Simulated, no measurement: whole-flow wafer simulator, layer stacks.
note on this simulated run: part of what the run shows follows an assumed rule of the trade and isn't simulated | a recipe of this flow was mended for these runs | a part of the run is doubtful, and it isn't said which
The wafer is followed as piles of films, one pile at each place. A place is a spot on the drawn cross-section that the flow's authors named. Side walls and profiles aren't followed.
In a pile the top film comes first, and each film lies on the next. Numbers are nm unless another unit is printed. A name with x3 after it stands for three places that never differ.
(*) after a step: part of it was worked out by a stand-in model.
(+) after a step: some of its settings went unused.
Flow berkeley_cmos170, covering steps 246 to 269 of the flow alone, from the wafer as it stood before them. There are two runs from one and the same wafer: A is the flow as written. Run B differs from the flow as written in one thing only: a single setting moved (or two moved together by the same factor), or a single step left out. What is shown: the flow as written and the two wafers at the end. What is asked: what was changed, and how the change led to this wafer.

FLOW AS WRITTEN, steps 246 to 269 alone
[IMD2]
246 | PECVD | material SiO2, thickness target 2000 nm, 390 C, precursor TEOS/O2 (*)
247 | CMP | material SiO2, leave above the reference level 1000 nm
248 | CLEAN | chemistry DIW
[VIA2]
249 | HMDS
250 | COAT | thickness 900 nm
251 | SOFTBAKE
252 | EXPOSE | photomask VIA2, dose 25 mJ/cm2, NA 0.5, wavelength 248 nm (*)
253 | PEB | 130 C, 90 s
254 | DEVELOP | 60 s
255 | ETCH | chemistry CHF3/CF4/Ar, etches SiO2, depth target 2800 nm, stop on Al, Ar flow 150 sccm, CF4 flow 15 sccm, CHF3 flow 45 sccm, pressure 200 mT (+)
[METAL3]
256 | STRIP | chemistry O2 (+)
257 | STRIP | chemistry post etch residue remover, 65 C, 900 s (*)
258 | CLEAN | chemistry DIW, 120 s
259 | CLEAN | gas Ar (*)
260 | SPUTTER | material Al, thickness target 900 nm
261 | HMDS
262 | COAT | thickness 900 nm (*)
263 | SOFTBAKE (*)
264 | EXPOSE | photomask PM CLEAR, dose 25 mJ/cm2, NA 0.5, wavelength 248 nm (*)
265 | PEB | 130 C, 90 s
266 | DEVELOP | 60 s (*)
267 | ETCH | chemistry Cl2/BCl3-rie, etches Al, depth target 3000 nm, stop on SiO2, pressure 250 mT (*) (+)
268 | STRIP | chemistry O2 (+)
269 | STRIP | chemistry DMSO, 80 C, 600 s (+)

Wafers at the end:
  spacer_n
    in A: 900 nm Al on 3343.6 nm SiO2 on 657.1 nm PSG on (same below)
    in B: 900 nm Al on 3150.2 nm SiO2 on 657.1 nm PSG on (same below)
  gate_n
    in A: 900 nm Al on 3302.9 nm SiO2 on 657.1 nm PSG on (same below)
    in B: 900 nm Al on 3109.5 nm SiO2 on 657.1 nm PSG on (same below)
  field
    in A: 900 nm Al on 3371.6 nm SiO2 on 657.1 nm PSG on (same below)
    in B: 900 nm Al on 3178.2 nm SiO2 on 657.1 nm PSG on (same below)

The reason: step 246, PECVD: thickness target 1760 nm was run, while the flow as written has thickness target 2000 nm; step 267, ETCH: depth target 2640 nm was run, where the flow has depth target 3000 nm.

The path from the change to this, step by step:
  246 | PECVD | material SiO2, thickness target 2000 nm, 390 C, precursor TEOS/O2 (*)
      field, mark, sd_n, spacer_n, gate_n, sd_p, spacer_p, gate_p: A +2000 SiO2 | B +1760 SiO2
      contact, m1, m2, via2: A +2000 SiO2 (new film) | B +1760 SiO2 (new film)
      (also at 1 further place)
  247 | CMP | material SiO2, leave above the reference level 1000 nm
      field, sd_n, spacer_n, gate_n, sd_p, spacer_p, gate_p: A -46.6 SiO2 | B nothing
      contact, m1, via1, m2, via2: A -1000 SiO2 | B -760 SiO2
  250 | COAT | thickness 900 nm
      sd_n: A +900 KrF-resist (new film) | B +973.8 KrF-resist (new film)
      contact: A +900 KrF-resist (new film) | B +823.1 KrF-resist (new film)
      (also at 4 further places)
  254 | DEVELOP | 60 s
      via2: A -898 KrF-resist (all of it) | B -818.6 KrF-resist (all of it)
  256 | STRIP | chemistry O2 (+)
      sd_n: A -607.6 KrF-resist (all of it) | B -681.3 KrF-resist (all of it)
      contact: A -607.6 KrF-resist (all of it) | B -531 KrF-resist (all of it)
      (also at 3 further places)
  262 | COAT | thickness 900 nm (*)
      sd_n: A +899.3 KrF-resist (new film) | B +972.3 KrF-resist (new film)
      contact: A +898.4 KrF-resist (new film) | B +817.7 KrF-resist (new film)
      (also at 4 further places)
  265 | PEB | 130 C, 90 s
      via2: A -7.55 KrF-resist | B -6.99 KrF-resist
  268 | STRIP | chemistry O2 (+)
      sd_n: A -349 KrF-resist (all of it) | B -421.8 KrF-resist (all of it)
      gate_p: A -349.6 KrF-resist (all of it) | B -357.2 KrF-resist (all of it)
      (also at 5 further places)
